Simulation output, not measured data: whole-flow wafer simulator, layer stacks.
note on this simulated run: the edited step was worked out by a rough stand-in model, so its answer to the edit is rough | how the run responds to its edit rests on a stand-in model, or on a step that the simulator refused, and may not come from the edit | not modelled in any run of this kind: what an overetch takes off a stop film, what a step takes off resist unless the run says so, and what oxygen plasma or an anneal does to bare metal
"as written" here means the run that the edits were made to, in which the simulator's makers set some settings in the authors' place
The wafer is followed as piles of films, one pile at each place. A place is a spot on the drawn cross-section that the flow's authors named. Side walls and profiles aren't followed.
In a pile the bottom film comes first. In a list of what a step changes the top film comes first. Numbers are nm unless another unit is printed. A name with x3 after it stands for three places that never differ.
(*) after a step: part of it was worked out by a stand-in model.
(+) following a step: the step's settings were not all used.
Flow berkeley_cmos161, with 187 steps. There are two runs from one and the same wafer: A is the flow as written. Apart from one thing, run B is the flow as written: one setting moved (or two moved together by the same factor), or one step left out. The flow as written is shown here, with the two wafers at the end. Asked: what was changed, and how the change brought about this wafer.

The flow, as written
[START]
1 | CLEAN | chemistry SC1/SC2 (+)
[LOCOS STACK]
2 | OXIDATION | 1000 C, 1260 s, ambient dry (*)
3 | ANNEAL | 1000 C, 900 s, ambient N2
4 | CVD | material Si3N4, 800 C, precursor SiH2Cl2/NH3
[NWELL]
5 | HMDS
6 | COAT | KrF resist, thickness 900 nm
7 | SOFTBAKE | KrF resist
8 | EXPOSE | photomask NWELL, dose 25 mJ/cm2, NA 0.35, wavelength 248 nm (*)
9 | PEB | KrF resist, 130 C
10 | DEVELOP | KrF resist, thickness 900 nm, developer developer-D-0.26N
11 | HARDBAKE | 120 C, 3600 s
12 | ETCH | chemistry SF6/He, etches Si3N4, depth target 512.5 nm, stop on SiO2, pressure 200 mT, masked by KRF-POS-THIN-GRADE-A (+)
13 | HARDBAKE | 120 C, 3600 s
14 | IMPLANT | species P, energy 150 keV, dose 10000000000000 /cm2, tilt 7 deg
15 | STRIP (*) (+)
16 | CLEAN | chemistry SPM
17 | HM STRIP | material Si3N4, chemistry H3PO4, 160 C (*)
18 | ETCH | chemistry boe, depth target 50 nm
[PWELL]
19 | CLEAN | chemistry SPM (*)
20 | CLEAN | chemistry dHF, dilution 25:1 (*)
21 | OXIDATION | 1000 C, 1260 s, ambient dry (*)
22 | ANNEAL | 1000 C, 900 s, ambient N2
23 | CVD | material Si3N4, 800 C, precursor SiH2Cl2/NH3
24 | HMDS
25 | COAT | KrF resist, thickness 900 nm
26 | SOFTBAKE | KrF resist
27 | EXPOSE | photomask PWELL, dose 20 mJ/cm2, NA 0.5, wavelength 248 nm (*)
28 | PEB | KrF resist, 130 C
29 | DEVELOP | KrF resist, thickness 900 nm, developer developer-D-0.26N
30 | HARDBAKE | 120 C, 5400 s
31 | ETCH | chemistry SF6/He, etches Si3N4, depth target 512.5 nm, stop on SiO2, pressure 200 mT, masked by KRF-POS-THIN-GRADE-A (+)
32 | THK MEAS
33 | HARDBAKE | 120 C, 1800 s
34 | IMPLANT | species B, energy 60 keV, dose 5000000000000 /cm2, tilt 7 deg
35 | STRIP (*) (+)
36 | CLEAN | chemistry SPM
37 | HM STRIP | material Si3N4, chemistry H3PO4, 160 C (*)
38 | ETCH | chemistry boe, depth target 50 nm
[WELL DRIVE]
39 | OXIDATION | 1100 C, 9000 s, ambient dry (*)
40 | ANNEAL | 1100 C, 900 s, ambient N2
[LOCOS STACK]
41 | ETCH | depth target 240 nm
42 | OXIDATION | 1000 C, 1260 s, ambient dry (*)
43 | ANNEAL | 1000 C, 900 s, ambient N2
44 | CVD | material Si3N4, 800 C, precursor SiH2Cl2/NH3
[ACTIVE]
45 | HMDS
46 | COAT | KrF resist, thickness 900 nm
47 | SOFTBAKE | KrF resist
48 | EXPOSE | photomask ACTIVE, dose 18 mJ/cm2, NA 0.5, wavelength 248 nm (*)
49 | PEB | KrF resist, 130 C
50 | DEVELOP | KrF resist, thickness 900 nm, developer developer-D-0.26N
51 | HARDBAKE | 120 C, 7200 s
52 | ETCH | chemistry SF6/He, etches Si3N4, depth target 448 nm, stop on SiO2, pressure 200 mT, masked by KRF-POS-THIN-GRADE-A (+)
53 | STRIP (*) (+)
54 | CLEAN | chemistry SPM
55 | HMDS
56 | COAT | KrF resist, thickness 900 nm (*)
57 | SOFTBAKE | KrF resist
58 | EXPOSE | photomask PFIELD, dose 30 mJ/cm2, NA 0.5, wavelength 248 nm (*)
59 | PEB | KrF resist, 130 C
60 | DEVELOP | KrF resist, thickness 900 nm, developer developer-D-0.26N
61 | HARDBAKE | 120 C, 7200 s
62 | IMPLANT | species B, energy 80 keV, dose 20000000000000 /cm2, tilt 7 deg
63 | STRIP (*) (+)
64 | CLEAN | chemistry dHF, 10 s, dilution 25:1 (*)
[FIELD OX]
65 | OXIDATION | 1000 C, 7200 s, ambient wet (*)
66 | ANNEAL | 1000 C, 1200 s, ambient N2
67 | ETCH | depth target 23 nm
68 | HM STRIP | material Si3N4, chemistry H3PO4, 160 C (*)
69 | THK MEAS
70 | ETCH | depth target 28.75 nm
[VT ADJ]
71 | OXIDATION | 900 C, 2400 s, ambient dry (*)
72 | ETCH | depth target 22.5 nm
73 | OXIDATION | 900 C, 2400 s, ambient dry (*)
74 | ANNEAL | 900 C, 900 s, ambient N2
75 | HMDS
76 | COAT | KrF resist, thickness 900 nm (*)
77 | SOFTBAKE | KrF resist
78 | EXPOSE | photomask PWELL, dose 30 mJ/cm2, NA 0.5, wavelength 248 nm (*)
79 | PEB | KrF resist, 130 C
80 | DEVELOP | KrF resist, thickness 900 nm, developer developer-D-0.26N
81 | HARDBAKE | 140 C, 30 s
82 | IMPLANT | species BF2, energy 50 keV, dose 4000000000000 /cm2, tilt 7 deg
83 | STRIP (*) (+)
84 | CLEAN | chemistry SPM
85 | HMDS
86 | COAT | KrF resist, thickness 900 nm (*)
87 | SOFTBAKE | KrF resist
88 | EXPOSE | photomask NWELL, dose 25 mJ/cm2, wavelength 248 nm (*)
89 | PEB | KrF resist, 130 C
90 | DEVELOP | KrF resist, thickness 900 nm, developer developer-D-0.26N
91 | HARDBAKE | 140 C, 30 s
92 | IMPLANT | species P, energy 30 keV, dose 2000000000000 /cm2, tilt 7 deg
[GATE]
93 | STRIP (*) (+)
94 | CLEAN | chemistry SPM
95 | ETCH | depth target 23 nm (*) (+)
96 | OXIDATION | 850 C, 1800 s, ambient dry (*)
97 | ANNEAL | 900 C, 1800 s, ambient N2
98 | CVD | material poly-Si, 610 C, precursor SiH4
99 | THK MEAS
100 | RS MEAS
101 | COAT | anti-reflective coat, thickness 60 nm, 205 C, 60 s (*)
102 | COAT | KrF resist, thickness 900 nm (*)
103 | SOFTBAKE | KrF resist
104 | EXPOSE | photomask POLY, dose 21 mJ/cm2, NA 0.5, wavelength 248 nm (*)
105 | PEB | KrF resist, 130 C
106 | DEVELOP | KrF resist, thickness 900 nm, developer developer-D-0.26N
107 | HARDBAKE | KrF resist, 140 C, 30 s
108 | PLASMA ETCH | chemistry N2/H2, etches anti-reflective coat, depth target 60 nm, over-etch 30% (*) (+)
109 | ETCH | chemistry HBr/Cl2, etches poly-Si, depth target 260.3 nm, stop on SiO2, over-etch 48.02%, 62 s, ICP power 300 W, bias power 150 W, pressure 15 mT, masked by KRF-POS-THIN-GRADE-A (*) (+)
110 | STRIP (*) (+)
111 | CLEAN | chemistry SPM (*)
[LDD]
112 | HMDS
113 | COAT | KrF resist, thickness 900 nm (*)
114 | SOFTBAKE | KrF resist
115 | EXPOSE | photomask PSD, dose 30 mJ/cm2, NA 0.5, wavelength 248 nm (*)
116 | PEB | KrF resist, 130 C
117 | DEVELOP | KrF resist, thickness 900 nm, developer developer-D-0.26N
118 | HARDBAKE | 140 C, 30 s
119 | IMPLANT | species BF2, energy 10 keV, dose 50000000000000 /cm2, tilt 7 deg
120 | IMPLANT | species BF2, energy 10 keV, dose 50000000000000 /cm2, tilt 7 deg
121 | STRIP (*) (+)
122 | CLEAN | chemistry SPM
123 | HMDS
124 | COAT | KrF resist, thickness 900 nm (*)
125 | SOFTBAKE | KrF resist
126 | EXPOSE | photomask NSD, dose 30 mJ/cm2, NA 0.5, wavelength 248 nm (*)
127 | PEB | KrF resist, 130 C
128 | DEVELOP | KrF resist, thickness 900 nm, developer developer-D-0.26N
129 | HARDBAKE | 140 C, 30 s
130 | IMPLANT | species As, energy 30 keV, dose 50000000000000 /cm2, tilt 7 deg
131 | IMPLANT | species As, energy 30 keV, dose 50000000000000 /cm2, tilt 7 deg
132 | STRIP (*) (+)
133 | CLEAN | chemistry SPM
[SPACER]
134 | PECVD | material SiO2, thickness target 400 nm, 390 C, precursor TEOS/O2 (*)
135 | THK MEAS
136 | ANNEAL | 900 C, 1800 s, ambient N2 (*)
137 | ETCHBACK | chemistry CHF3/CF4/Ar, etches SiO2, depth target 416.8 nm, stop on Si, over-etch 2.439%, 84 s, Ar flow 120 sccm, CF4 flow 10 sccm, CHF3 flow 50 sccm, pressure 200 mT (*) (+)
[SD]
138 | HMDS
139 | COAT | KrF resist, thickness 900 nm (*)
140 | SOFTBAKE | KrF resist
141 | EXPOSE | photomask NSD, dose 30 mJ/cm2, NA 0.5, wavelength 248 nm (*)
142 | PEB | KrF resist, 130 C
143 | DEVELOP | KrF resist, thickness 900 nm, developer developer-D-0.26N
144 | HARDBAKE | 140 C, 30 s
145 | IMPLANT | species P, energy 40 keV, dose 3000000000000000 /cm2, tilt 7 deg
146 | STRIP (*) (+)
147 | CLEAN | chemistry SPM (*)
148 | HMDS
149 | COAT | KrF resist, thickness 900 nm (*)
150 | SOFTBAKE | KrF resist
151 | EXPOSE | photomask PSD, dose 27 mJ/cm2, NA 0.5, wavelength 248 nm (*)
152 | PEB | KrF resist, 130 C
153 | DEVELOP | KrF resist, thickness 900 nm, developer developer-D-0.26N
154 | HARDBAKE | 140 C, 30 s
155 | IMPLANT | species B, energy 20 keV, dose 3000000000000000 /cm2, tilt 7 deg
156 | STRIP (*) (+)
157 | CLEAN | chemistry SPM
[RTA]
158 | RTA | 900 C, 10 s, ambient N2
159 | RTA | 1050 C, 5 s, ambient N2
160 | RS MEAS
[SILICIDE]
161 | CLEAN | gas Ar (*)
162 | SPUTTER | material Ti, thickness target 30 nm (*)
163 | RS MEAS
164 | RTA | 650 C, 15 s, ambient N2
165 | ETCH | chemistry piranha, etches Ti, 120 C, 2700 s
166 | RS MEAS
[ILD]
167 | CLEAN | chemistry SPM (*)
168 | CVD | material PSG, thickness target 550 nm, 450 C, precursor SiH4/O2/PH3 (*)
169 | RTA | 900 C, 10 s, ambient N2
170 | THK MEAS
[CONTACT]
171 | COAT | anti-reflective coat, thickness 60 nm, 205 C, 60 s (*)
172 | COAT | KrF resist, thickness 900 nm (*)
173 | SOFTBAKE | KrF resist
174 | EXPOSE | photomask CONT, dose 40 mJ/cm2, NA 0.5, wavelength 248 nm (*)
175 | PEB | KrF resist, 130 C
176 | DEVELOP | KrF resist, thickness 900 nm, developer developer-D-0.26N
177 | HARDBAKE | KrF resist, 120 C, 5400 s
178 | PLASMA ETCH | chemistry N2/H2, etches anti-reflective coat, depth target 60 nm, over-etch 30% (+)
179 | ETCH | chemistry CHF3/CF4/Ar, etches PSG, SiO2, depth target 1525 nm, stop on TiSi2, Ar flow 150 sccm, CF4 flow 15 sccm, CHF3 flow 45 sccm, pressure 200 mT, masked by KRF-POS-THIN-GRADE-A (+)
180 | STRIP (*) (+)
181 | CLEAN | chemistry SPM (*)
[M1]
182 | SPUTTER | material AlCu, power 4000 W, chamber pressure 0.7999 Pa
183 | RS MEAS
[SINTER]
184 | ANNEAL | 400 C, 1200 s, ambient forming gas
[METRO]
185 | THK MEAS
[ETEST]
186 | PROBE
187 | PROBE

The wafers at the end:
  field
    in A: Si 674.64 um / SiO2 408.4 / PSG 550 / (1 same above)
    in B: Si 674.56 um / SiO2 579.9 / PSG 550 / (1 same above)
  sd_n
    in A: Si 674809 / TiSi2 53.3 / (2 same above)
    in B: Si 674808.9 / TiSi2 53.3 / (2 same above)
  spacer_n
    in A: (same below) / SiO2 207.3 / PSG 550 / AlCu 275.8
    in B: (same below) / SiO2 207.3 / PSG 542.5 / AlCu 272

Cause: step 65, OXIDATION: 1050 C was run, though the flow has 1000 C.

The path from the change to this, step by step:
  65 | OXIDATION | 1000 C, 7200 s, ambient wet (*)
      spacer_n, gate_n, spacer_p, gate_p, contact, m1: A SiO2 gains 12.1 (new film), Si3N4 loses 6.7 | B SiO2 gains 22.7 (new film), Si3N4 loses 12.5
      sd_n, sd_p: A SiO2 gains 12.1 (new film), Si3N4 loses 6.7, SiO2 gains 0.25, Si loses 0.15 | B SiO2 gains 22.7 (new film), Si3N4 loses 12.5, SiO2 gains 0.32, Si loses 0.21
      (also at 1 further place)
  67 | ETCH | depth target 23 nm
      sd_n, spacer_n, gate_n, sd_p, spacer_p, gate_p, contact, m1: A SiO2 loses 12.1 (all of it) | B SiO2 loses 22.7 (all of it)
  68 | HM STRIP | material Si3N4, chemistry H3PO4, 160 C (*)
      sd_n, spacer_n, gate_n, sd_p, spacer_p, gate_p, contact, m1: A Si3N4 loses 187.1 (all of it), SiO2 loses 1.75 | B Si3N4 loses 181.3 (all of it), SiO2 loses 1.7
  76 | COAT | KrF resist, thickness 900 nm (*)
      field: A KrF resist gains 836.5 (new film) | B KrF resist gains 812.3 (new film)
      sd_n: A KrF resist gains 1024.5 (new film) | B KrF resist gains 1074.8 (new film)
      (also at 7 further places)
  80 | DEVELOP | KrF resist, thickness 900 nm, developer developer-D-0.26N
      field: A KrF resist loses 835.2 (all of it) | B KrF resist loses 811 (all of it)
      sd_n: A KrF resist loses 1022.8 (all of it) | B KrF resist loses 1073.1 (all of it)
      (also at 3 further places)
  81 | HARDBAKE | 140 C, 30 s
      sd_p: A KrF resist loses 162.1 | B KrF resist loses 168.6
      spacer_p: A KrF resist loses 158.7 | B KrF resist loses 163.6
      (also at 2 further places)
  83 | STRIP (*) (+)
      sd_p: A KrF resist loses 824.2 (all of it) | B KrF resist loses 858.1 (all of it)
      spacer_p: A KrF resist loses 806.6 (all of it) | B KrF resist loses 831.7 (all of it)
      (also at 2 further places)
  86 | COAT | KrF resist, thickness 900 nm (*)
      field: A KrF resist gains 836.5 (new film) | B KrF resist gains 812.3 (new film)
      sd_n: A KrF resist gains 1024.5 (new film) | B KrF resist gains 1074.8 (new film)
      (also at 7 further places)
  90 | DEVELOP | KrF resist, thickness 900 nm, developer developer-D-0.26N
      sd_p: A KrF resist loses 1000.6 (all of it) | B KrF resist loses 1040.9 (all of it)
      spacer_p: A KrF resist loses 979.5 (all of it) | B KrF resist loses 1009.5 (all of it)
      (also at 1 further place)
  91 | HARDBAKE | 140 C, 30 s
      field: A KrF resist loses 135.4 | B KrF resist loses 131.4
      sd_n: A KrF resist loses 165.7 | B KrF resist loses 173.8
      (also at 4 further places)
  93 | STRIP (*) (+)
      field: A KrF resist loses 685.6 (all of it) | B KrF resist loses 665.4 (all of it)
      sd_n: A KrF resist loses 842.9 (all of it) | B KrF resist loses 885 (all of it)
      (also at 4 further places)
  101 | COAT | anti-reflective coat, thickness 60 nm, 205 C, 60 s (*)
      field: A anti-reflective coat gains 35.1 (new film) | B anti-reflective coat gains 31.4 (new film)
      sd_n: A anti-reflective coat gains 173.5 (new film) | B anti-reflective coat gains 213.2 (new film)
      (also at 7 further places)
  102 | COAT | KrF resist, thickness 900 nm (*)
      spacer_n: A KrF resist gains 1040.8 (new film) | B KrF resist gains 1096.2 (new film)
      gate_n: A KrF resist gains 1043.6 (new film) | B KrF resist gains 1092.9 (new film)
      (also at 5 further places)
  106 | DEVELOP | KrF resist, thickness 900 nm, developer developer-D-0.26N
      spacer_n: A KrF resist loses 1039 (all of it) | B KrF resist loses 1094.3 (all of it)
      sd_p: A KrF resist loses 964.2 (all of it) | B KrF resist loses 998.1 (all of it)
      (also at 3 further places)
  107 | HARDBAKE | KrF resist, 140 C, 30 s
      gate_n: A KrF resist loses 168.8 | B KrF resist loses 176.7
      gate_p: A KrF resist loses 163.3 | B KrF resist loses 168.9
  108 | PLASMA ETCH | chemistry N2/H2, etches anti-reflective coat, depth target 60 nm, over-etch 30% (*) (+)
      field: A anti-reflective coat loses 35.1 (all of it), poly-Si loses 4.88 | B anti-reflective coat loses 31.4 (all of it), poly-Si loses 6.3
      sd_n: A anti-reflective coat loses 173.5 (all of it), poly-Si loses 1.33 | B anti-reflective coat loses 213.2 (all of it), poly-Si loses 1.64
      (also at 5 further places)
  ... 21 further steps ...
  182 | SPUTTER | material AlCu, power 4000 W, chamber pressure 0.7999 Pa
      sd_p: A AlCu gains 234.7 (new film) | B AlCu gains 230 (new film)
